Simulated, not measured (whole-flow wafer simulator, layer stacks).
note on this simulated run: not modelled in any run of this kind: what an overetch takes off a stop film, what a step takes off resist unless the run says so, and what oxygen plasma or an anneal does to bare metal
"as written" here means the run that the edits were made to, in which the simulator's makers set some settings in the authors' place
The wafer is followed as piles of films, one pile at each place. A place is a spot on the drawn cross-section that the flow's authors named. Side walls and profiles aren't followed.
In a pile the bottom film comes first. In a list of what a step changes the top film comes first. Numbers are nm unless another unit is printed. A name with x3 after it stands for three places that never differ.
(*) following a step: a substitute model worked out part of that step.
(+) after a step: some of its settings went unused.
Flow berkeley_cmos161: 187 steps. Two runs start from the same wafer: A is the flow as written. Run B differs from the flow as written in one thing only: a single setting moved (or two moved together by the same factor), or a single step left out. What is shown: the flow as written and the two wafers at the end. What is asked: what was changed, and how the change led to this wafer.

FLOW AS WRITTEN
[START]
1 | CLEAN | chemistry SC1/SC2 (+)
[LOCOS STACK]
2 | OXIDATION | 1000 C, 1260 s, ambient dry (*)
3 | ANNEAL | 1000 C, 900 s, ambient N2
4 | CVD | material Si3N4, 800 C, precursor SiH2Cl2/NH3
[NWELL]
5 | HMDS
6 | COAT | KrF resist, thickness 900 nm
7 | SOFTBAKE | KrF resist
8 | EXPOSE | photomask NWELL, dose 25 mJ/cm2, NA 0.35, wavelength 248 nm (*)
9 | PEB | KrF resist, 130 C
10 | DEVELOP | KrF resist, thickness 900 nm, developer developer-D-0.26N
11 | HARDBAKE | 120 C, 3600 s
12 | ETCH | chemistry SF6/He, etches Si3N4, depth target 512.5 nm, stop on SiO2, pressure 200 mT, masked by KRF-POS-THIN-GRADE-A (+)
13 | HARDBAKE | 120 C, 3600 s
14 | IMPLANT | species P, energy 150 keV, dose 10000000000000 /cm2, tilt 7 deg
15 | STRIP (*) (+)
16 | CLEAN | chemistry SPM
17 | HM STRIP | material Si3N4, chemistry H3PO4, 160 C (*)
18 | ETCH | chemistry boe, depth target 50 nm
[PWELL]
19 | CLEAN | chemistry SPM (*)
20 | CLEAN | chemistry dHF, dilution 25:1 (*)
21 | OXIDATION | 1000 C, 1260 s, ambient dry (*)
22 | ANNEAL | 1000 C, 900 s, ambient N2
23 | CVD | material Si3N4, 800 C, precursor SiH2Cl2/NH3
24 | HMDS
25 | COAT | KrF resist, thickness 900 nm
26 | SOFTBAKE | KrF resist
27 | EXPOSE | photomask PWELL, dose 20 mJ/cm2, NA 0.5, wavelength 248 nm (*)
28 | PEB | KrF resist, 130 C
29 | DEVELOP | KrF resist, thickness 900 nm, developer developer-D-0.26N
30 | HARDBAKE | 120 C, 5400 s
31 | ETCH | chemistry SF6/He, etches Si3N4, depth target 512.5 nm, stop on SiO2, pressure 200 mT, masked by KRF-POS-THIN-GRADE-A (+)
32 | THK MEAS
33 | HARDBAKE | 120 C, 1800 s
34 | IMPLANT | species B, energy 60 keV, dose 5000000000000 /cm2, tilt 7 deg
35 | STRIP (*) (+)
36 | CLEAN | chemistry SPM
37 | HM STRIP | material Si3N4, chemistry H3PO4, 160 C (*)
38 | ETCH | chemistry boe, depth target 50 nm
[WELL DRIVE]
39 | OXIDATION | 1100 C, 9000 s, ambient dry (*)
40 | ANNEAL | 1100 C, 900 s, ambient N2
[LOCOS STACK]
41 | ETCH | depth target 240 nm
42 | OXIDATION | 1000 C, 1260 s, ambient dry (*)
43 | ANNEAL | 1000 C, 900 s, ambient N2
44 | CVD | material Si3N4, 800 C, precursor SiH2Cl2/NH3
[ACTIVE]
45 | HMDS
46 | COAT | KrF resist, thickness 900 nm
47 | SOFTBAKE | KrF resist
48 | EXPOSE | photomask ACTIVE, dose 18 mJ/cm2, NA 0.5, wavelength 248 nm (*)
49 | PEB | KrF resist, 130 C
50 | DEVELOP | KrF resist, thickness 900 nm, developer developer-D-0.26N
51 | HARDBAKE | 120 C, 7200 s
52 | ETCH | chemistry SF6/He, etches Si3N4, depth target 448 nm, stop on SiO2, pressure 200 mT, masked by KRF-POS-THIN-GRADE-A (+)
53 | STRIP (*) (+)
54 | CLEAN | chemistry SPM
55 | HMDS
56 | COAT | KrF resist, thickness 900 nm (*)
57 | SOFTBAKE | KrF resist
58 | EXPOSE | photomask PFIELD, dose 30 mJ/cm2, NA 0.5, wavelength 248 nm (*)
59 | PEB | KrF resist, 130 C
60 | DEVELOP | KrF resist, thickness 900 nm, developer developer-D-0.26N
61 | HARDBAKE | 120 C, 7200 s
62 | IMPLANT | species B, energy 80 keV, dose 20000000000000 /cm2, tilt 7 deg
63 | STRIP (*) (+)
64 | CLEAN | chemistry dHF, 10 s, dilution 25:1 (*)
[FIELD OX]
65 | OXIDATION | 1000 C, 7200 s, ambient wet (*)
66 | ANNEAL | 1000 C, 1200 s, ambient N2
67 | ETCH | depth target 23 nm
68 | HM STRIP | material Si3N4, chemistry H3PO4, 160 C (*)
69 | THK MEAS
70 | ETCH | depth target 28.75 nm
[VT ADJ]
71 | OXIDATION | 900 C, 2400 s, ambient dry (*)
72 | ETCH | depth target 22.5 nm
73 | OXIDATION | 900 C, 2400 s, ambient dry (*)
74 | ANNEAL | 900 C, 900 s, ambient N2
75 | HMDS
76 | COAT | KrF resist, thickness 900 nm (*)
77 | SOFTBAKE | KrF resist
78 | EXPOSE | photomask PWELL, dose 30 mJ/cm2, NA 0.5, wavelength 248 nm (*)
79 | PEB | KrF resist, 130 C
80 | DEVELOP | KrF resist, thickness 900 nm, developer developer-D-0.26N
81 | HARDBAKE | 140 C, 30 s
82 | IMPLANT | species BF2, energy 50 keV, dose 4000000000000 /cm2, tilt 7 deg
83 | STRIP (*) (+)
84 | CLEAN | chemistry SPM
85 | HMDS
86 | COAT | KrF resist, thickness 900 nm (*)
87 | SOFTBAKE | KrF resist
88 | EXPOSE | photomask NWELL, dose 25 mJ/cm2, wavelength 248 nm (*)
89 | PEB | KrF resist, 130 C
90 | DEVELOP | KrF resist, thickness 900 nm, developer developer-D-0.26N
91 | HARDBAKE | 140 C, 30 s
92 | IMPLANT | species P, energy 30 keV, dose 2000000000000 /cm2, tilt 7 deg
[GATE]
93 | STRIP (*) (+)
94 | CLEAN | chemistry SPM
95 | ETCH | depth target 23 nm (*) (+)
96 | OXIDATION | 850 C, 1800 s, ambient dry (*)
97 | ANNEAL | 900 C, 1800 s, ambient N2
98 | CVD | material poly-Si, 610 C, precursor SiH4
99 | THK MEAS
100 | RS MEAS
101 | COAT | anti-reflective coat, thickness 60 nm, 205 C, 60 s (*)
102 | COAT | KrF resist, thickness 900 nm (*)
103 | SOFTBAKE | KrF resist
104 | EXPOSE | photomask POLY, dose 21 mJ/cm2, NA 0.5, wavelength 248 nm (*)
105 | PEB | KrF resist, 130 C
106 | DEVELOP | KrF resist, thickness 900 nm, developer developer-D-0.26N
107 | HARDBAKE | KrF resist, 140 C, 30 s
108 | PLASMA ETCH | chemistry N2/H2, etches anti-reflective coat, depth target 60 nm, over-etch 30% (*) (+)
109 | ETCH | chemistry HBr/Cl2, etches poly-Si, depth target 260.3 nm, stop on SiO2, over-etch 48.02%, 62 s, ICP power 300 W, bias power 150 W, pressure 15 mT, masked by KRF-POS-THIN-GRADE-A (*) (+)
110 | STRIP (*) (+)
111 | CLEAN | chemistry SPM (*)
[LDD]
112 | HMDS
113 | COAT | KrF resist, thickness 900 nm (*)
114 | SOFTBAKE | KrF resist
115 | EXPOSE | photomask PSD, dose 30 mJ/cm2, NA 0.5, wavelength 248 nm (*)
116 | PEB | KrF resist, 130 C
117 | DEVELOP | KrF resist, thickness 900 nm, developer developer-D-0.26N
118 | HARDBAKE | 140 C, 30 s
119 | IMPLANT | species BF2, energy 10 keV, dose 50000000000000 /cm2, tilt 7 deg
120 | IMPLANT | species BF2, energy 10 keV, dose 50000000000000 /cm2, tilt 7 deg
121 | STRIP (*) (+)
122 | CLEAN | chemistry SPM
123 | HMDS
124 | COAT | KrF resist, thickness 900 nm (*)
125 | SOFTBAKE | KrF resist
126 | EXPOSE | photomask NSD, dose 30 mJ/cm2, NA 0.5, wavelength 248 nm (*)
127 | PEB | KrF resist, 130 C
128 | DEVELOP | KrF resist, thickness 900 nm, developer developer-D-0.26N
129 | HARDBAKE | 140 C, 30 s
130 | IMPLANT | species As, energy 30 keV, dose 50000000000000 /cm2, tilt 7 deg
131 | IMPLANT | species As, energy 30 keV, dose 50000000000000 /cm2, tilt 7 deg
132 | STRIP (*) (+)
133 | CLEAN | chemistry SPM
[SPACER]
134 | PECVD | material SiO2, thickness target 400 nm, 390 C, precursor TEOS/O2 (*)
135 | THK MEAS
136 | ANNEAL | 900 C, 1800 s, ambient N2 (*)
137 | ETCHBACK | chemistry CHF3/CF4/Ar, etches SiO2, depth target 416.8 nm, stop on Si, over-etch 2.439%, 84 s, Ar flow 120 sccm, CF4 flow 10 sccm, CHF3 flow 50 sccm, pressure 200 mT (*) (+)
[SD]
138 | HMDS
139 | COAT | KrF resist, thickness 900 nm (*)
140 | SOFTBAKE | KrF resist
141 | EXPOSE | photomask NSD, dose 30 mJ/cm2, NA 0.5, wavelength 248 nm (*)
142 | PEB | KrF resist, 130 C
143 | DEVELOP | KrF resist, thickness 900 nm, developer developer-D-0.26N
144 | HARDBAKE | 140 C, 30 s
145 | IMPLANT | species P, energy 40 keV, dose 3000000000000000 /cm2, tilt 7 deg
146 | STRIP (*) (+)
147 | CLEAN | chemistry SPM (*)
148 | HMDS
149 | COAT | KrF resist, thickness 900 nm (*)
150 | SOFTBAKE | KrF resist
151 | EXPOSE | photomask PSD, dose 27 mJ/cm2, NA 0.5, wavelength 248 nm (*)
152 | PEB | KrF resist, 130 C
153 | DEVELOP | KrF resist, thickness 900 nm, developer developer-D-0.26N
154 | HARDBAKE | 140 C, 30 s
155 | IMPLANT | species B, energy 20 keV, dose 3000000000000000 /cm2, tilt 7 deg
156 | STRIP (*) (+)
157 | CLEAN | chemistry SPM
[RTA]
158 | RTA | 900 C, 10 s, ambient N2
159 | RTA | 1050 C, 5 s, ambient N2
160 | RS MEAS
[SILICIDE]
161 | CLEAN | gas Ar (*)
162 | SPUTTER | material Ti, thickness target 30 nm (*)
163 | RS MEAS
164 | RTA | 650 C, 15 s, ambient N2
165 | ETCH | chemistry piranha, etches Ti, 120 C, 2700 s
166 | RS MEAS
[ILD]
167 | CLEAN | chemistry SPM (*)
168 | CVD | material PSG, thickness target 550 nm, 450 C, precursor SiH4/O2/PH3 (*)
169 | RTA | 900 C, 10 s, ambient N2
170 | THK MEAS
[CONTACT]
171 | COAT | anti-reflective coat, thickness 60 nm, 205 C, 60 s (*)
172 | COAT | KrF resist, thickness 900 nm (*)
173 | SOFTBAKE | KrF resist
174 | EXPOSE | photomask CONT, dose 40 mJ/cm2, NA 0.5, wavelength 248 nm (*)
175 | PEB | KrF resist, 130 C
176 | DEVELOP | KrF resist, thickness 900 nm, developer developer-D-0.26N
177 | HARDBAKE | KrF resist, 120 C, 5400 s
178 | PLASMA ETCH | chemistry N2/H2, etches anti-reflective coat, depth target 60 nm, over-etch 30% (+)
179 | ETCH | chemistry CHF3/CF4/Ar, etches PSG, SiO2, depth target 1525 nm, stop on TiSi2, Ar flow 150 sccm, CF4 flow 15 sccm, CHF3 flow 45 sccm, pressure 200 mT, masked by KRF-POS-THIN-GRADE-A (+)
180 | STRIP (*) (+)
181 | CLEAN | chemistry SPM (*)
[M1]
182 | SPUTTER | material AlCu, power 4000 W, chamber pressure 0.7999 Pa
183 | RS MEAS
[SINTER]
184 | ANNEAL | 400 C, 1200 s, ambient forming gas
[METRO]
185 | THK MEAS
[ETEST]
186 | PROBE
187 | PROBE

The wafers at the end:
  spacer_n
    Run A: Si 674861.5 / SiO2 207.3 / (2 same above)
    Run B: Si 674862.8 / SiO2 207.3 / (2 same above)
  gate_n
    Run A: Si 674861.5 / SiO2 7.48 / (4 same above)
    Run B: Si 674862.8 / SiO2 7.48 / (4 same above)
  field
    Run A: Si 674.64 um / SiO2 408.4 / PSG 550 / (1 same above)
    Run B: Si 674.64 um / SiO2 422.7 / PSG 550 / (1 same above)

Cause: step 46, COAT: thickness 450 nm was run, whereas the flow has thickness 900 nm; step 70, ETCH: depth target 14.38 nm was run, where the flow has depth target 28.75 nm.

How this came from the change, step by step:
  46 | COAT | KrF resist, thickness 900 nm
      field, sd_n, spacer_n and 6 more: A +900 KrF resist (new film) | B +450 KrF resist (new film)
  49 | PEB | KrF resist, 130 C
      field, sd_n, spacer_n and 6 more: A -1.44 KrF resist | B -0.64 KrF resist
  50 | DEVELOP | KrF resist, thickness 900 nm, developer developer-D-0.26N
      field: A -898.6 KrF resist (all of it) | B -449.4 KrF resist (all of it)
  51 | HARDBAKE | 120 C, 7200 s
      sd_n, spacer_n, gate_n, sd_p, spacer_p, gate_p, contact, m1: A -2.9 KrF resist | B -1.38 KrF resist
  53 | STRIP (*) (+)
      sd_n, spacer_n, gate_n, sd_p, spacer_p, gate_p, contact, m1: A -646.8 KrF resist (all of it) | B -199.1 KrF resist (all of it)
  70 | ETCH | depth target 28.75 nm
      spacer_n, gate_n, spacer_p, gate_p, contact, m1: A -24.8 SiO2 (all of it) | B -14.4 SiO2
      sd_n, sd_p: A -25 SiO2 (all of it) | B -14.4 SiO2
      (also at 1 further place)
  71 | OXIDATION | 900 C, 2400 s, ambient dry (*)
      spacer_n, gate_n, spacer_p, gate_p, contact, m1: A +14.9 SiO2 (new film), -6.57 Si | B +11.9 SiO2, -5.22 Si
      sd_n, sd_p: A +14.9 SiO2 (new film), -6.57 Si | B +11.8 SiO2, -5.2 Si
  72 | ETCH | depth target 22.5 nm
      spacer_n, gate_n, spacer_p, gate_p, contact, m1: A -14.9 SiO2 (all of it) | B -22.3 SiO2 (all of it)
      sd_n, sd_p: A -14.9 SiO2 (all of it) | B -22.5 SiO2 (all of it)
  101 | COAT | anti-reflective coat, thickness 60 nm, 205 C, 60 s (*)
      sd_n: A +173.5 anti-reflective coat (new film) | B +183.6 anti-reflective coat (new film)
      spacer_n: A +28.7 anti-reflective coat (new film) | B +26.3 anti-reflective coat (new film)
      (also at 4 further places)
  108 | PLASMA ETCH | chemistry N2/H2, etches anti-reflective coat, depth target 60 nm, over-etch 30% (*) (+)
      sd_n: A -173.5 anti-reflective coat (all of it), -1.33 poly-Si | B -183.6 anti-reflective coat (all of it), -1.41 poly-Si
      spacer_n: A -28.7 anti-reflective coat (all of it), -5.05 poly-Si | B -26.3 anti-reflective coat (all of it), -5.44 poly-Si
      (also at 2 further places)
  110 | STRIP (*) (+)
      gate_n: A +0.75 chemical SiO2 (new film), -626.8 KrF resist (all of it), -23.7 anti-reflective coat (all of it), -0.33 poly-Si | B +0.75 chemical SiO2 (new film), -635.2 KrF resist (all of it), -21.4 anti-reflective coat (all of it), -0.33 poly-Si
      gate_p: A +0.75 chemical SiO2 (new film), -598.2 KrF resist (all of it), -27.9 anti-reflective coat (all of it), -0.33 poly-Si | B +0.75 chemical SiO2 (new film), -603.2 KrF resist (all of it), -26.7 anti-reflective coat (all of it), -0.33 poly-Si
  171 | COAT | anti-reflective coat, thickness 60 nm, 205 C, 60 s (*)
      sd_n: A +149.7 anti-reflective coat (new film) | B +160.5 anti-reflective coat (new film)
      m1: A +97.8 anti-reflective coat (new film) | B +101.1 anti-reflective coat (new film)
  180 | STRIP (*) (+)
      sd_n: A -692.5 KrF resist (all of it), -149.7 anti-reflective coat (all of it) | B -690.1 KrF resist (all of it), -160.5 anti-reflective coat (all of it)
      m1: A -739.9 KrF resist (all of it), -97.8 anti-reflective coat (all of it) | B -744.5 KrF resist (all of it), -101.1 anti-reflective coat (all of it)
